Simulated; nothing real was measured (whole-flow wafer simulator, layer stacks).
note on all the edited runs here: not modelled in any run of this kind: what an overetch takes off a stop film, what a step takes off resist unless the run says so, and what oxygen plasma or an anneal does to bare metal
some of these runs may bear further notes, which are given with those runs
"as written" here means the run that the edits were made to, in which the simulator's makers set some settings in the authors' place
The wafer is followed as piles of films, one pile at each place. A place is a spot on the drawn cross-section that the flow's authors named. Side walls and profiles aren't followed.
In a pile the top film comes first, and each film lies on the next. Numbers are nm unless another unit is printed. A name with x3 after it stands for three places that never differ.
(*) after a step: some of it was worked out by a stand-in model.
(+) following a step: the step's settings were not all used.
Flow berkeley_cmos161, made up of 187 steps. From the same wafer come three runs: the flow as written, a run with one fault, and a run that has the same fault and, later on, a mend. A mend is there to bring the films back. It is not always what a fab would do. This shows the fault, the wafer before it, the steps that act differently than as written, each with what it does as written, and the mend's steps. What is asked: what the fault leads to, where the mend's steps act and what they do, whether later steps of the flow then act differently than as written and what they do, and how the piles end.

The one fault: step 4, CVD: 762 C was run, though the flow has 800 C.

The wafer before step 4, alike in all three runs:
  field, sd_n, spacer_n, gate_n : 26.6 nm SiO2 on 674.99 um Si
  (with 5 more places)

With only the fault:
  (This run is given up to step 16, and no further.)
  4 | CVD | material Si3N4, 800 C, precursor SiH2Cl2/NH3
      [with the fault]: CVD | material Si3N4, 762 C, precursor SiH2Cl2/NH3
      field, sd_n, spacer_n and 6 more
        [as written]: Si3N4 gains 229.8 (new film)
        [with the fault]: Si3N4 gains 141.9 (new film)
  Steps further on in the flow that do not act as written (not shown: 1 more step that differs only slightly, by at most 2% or 0.5 nm, whichever is larger):
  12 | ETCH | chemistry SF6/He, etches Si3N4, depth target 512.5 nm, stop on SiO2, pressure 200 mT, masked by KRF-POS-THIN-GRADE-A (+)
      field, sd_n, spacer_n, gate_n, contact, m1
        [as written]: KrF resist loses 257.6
        [with the fault]: KrF resist loses 162.1
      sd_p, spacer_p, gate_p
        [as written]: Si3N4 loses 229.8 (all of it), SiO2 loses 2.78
        [with the fault]: Si3N4 loses 141.9 (all of it), SiO2 loses 2.78
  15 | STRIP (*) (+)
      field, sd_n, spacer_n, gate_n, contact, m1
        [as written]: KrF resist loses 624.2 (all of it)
        [with the fault]: KrF resist loses 719.6 (all of it)
  After step 16, at field, sd_n, spacer_n, gate_n, contact, m1, the piles differ from the flow's by more than 2% or 0.5 nm, whichever is larger.
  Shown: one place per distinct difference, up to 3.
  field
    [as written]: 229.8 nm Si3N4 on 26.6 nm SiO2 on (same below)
    [with the fault]: 141.9 nm Si3N4 on 26.6 nm SiO2 on (same below)

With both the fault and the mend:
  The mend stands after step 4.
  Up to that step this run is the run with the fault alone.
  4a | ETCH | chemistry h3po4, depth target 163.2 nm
      field, sd_n, spacer_n and 6 more
        Si3N4 loses 141.9 (all of it)
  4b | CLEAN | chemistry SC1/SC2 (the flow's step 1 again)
      does not change any film at any place that is followed
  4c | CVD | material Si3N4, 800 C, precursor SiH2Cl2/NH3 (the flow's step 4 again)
      field, sd_n, spacer_n and 6 more
        Si3N4 gains 229.8 (new film)
  None of the later steps of the flow acts differently than as written at any place that is followed.
  The piles end the same as the flow's at every place that both follow.
